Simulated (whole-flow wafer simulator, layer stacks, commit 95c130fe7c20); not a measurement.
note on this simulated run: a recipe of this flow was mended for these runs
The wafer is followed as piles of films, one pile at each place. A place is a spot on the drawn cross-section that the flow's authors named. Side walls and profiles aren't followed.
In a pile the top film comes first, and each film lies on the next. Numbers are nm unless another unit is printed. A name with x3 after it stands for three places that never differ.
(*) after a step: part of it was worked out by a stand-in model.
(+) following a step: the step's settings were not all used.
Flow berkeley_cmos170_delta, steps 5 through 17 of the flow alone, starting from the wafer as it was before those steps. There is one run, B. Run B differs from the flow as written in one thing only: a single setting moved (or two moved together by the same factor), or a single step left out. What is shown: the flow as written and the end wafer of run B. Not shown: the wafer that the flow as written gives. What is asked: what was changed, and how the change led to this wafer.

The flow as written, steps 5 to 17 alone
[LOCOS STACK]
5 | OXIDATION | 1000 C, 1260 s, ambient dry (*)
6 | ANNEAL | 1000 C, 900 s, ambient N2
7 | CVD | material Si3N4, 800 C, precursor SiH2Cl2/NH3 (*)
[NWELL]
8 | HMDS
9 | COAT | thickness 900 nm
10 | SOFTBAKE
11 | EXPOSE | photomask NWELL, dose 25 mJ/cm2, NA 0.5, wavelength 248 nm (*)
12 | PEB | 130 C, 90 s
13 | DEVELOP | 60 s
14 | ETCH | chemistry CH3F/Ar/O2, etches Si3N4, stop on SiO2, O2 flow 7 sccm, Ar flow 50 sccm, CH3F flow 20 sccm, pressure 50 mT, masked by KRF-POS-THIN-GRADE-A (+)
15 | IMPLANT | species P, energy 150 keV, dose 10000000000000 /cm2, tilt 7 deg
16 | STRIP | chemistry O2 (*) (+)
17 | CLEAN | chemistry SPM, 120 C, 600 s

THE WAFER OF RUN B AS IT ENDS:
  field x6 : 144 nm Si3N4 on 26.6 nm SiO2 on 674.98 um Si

The reason: step 7, CVD: 768 C was run, though the flow has 800 C.

The path from the change to this, step by step:
  7 | CVD | material Si3N4, 800 C, precursor SiH2Cl2/NH3 (*)
      field x6, sd_p x3: +144 Si3N4 (new film) (it would be, as written: +233.4 Si3N4 (new film))
  14 | ETCH | chemistry CH3F/Ar/O2, etches Si3N4, stop on SiO2, O2 flow 7 sccm, Ar flow 50 sccm, CH3F flow 20 sccm, pressure 50 mT, masked by KRF-POS-THIN-GRADE-A (+)
      field x6: -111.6 KrF-resist (it would be, as written: -171.2 KrF-resist)
      sd_p x3: -144 Si3N4 (all of it), -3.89 SiO2 (it would be, as written: -233.4 Si3N4 (all of it), -3.89 SiO2)
  16 | STRIP | chemistry O2 (*) (+)
      field x6: -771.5 KrF-resist (all of it) (it would be, as written: -711.9 KrF-resist (all of it))
